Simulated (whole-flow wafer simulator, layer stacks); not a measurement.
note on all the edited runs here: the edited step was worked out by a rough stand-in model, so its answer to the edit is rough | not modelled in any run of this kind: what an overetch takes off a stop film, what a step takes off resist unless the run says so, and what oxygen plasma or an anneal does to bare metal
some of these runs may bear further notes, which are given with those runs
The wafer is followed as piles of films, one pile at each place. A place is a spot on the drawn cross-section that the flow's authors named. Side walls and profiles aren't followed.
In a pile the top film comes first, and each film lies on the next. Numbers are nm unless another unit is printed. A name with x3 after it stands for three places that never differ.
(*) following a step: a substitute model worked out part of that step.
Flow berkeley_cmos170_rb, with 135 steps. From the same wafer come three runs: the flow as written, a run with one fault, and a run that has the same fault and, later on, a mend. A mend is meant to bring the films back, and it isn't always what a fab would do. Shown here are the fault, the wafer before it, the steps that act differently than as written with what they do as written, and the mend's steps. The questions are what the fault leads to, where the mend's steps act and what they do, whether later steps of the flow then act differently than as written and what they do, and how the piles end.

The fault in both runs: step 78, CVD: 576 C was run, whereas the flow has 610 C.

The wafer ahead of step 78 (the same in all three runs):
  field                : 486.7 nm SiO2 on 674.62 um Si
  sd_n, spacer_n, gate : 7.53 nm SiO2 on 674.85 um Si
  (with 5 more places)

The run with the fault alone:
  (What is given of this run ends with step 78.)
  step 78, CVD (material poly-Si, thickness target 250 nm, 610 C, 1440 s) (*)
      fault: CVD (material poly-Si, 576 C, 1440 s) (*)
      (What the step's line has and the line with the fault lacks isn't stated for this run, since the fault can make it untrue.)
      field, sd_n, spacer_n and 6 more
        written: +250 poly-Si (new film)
        fault: +116.9 poly-Si (new film)
  The piles after step 78 differ from the flow's at field, sd_n, spacer_n and 6 more by more than 2% or 0.5 nm, whichever is larger.
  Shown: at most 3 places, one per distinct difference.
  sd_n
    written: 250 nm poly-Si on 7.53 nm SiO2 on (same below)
    fault: 116.9 nm poly-Si on 7.53 nm SiO2 on (same below)
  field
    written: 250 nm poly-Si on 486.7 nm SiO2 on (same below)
    fault: 116.9 nm poly-Si on 486.7 nm SiO2 on (same below)

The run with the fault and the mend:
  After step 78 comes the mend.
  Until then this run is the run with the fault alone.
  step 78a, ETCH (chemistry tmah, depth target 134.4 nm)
      field, sd_n, spacer_n and 6 more
        -116.9 poly-Si (all of it)
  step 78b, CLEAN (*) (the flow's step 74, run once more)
      does not change any film at any place that is followed
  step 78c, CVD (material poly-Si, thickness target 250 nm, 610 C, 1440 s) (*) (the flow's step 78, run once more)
      field, sd_n, spacer_n and 6 more
        +250 poly-Si (new film)
  None of the later steps of the flow differs from how it acts as written, at any place that is followed, by more than 2% or 0.5 nm, whichever is larger.
  At every place that both follow, the piles at the end match the flow's.
